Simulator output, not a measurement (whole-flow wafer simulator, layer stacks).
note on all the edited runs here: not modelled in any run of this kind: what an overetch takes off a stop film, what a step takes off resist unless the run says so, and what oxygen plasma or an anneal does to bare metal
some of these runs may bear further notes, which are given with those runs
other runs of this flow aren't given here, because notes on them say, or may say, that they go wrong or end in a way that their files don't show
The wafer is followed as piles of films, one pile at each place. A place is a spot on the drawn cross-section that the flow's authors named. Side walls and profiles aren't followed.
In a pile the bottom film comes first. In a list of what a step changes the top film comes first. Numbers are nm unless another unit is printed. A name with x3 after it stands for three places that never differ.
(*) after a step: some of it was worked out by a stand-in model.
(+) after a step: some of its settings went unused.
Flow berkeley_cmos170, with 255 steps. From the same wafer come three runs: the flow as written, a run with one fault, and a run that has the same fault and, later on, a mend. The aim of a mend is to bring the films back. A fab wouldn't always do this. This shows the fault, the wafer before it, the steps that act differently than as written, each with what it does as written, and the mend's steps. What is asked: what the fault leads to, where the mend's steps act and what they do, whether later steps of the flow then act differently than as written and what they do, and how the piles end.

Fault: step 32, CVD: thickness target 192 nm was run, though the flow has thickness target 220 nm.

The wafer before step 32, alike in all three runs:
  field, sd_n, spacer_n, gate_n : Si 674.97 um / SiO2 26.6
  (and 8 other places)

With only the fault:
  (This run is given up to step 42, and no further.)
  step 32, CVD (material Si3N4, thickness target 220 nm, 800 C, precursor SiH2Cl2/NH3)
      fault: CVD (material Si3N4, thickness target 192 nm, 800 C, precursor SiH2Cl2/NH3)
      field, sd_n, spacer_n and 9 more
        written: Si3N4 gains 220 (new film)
        fault: Si3N4 gains 192 (new film)
  Later steps of the flow acting differently than as written:
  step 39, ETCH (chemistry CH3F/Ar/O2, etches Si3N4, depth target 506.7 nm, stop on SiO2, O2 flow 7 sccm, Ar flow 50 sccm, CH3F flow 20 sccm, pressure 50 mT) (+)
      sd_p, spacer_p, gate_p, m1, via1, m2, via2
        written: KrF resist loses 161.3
        fault: KrF resist loses 142.7
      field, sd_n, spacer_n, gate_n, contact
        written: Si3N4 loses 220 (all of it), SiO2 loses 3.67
        fault: Si3N4 loses 192 (all of it), SiO2 loses 3.67
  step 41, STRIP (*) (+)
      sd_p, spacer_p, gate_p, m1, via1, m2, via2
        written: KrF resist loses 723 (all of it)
        fault: KrF resist loses 741.7 (all of it)
  Once step 42 is done, the piles at sd_p, spacer_p, gate_p, m1, via1, m2, via2 depart from the flow's by more than 2% or 0.5 nm, whichever is larger.
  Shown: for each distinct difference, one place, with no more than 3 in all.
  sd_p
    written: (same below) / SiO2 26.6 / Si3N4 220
    fault: (same below) / SiO2 26.6 / Si3N4 192

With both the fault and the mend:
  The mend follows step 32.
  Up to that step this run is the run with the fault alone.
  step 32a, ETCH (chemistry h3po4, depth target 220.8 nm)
      field, sd_n, spacer_n and 9 more
        Si3N4 loses 192 (all of it)
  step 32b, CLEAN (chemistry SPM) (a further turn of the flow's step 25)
      alters no film at any place that is followed
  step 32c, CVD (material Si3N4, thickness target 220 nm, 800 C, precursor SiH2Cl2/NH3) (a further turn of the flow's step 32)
      field, sd_n, spacer_n and 9 more
        Si3N4 gains 220 (new film)
  Later steps of the flow that are run all act as written at every place that is followed.
  By the end, the piles equal the flow's at every place that both follow.
